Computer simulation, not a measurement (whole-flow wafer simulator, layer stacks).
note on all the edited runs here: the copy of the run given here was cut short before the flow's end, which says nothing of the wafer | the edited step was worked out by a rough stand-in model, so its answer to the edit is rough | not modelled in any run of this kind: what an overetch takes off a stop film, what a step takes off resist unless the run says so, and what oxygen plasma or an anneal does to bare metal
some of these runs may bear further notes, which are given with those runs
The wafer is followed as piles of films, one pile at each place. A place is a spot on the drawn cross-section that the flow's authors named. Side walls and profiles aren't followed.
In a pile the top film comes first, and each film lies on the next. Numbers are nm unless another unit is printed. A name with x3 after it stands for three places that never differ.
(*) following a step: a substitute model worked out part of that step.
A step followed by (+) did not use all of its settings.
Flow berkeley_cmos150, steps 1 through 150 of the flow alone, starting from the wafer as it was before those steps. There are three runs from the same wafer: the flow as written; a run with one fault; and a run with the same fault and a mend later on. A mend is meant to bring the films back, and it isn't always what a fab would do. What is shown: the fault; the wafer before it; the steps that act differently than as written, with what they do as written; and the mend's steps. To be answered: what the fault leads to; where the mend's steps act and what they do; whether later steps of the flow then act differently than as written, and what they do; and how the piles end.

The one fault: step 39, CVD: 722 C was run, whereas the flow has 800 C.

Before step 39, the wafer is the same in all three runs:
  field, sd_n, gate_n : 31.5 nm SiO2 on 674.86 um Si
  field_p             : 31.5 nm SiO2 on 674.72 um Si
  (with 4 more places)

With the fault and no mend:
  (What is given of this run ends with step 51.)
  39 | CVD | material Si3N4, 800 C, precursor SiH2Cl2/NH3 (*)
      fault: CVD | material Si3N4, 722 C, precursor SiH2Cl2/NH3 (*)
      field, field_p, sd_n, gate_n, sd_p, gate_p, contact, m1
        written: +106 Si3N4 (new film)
        fault: +33.1 Si3N4 (new film)
  Steps further on in the flow that do not act as written:
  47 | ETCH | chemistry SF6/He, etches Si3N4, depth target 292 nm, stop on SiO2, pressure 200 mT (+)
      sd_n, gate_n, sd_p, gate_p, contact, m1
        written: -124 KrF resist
        fault: -44.7 KrF resist
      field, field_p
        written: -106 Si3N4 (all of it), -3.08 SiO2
        fault: -33.1 Si3N4 (all of it), -3.08 SiO2
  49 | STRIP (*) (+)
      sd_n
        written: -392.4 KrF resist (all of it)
        fault: -471.6 KrF resist (all of it)
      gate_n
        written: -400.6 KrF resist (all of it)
        fault: -479.9 KrF resist (all of it)
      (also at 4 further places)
  The piles after step 51 differ from the flow's at sd_n, gate_n, sd_p, gate_p, contact, m1 by more than 2% or 0.5 nm, whichever is larger.
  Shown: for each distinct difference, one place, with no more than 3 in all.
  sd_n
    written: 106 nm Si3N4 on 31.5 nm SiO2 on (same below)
    fault: 33.1 nm Si3N4 on 31.5 nm SiO2 on (same below)

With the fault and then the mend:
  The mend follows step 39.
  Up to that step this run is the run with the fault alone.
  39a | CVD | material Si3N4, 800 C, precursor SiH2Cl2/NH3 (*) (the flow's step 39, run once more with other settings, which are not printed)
      field, field_p, sd_n, gate_n, sd_p, gate_p, contact, m1
        +72.9 Si3N4
  None of the later steps of the flow differs from how it acts as written, at any place that is followed, by more than 2% or 0.5 nm, whichever is larger.
  The piles end the same as the flow's at every place that both follow.
